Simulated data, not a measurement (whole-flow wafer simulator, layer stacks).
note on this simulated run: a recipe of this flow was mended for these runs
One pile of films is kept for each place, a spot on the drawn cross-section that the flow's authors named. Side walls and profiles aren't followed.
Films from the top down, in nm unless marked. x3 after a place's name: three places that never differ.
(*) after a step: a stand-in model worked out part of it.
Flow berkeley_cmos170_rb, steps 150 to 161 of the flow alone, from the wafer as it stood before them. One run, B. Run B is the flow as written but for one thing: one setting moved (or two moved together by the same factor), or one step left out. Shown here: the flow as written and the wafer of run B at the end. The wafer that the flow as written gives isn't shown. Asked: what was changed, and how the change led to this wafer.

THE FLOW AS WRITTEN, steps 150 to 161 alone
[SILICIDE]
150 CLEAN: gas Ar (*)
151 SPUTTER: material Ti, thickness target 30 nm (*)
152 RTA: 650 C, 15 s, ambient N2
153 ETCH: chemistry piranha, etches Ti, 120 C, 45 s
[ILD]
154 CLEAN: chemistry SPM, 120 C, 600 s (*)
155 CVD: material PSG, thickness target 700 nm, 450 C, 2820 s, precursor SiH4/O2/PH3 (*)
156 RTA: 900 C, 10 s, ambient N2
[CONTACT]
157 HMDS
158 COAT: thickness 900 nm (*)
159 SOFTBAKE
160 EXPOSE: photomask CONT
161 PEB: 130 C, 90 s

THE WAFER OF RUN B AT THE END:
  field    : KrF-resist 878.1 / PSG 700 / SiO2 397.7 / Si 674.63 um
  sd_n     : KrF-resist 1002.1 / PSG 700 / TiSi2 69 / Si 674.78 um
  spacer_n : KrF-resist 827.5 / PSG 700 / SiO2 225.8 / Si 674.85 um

The cause: step 151, SPUTTER: thickness target 37 nm was run, where the flow has thickness target 30 nm.

How the change led to this, step by step:
  151 SPUTTER: material Ti, thickness target 30 nm (*)
      field, sd_n, spacer_n, gate, spacer_p, gate_p, contact, m1: Ti +37 (new film) (as written it would be: Ti +30 (new film))
      sd_p: Ti +34.4 (new film) (as written it would be: Ti +27.9 (new film))
  152 RTA: 650 C, 15 s, ambient N2
      sd_n, contact, m1: Ti -28.9, TiSi first +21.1 (new film), TiSi2 C49 +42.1 (new film), Si -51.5 (as written it would be: Ti -23.4, TiSi first +6.2 (new film), TiSi2 C49 +50.3 (new film), Si -49)
      gate, gate_p: Ti -28.9, TiSi first +21.1 (new film), TiSi2 C49 +42.1 (new film), poly-Si -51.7 (as written it would be: Ti -23.4, TiSi first +6.2 (new film), TiSi2 C49 +50.3 (new film), poly-Si -49.2)
      (and at 1 more place)
  153 ETCH: chemistry piranha, etches Ti, 120 C, 45 s
      sd_n, gate, gate_p, contact, m1: Ti -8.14 (all of it), TiSi first -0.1 (as written it would be: Ti -6.6 (all of it), TiSi first -0.1)
      field, spacer_n, spacer_p: Ti -37 (all of it) (as written it would be: Ti -30 (all of it))
      (and at 1 more place)
  156 RTA: 900 C, 10 s, ambient N2
      sd_n, contact, m1: under 1 film: TiSi2 +69 (new film), TiSi first -20.9 (all of it), TiSi2 C49 -42.1 (all of it), Si -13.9 (as written it would be: under 1 film: TiSi2 +55.9 (new film), TiSi first -6.09 (all of it), TiSi2 C49 -50.3 (all of it), Si -4.05)
      gate, gate_p: under 1 film: TiSi2 +69 (new film), TiSi first -20.9 (all of it), TiSi2 C49 -42.1 (all of it), poly-Si -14 (as written it would be: under 1 film: TiSi2 +55.9 (new film), TiSi first -6.09 (all of it), TiSi2 C49 -50.3 (all of it), poly-Si -4.06)
      (and at 1 more place)
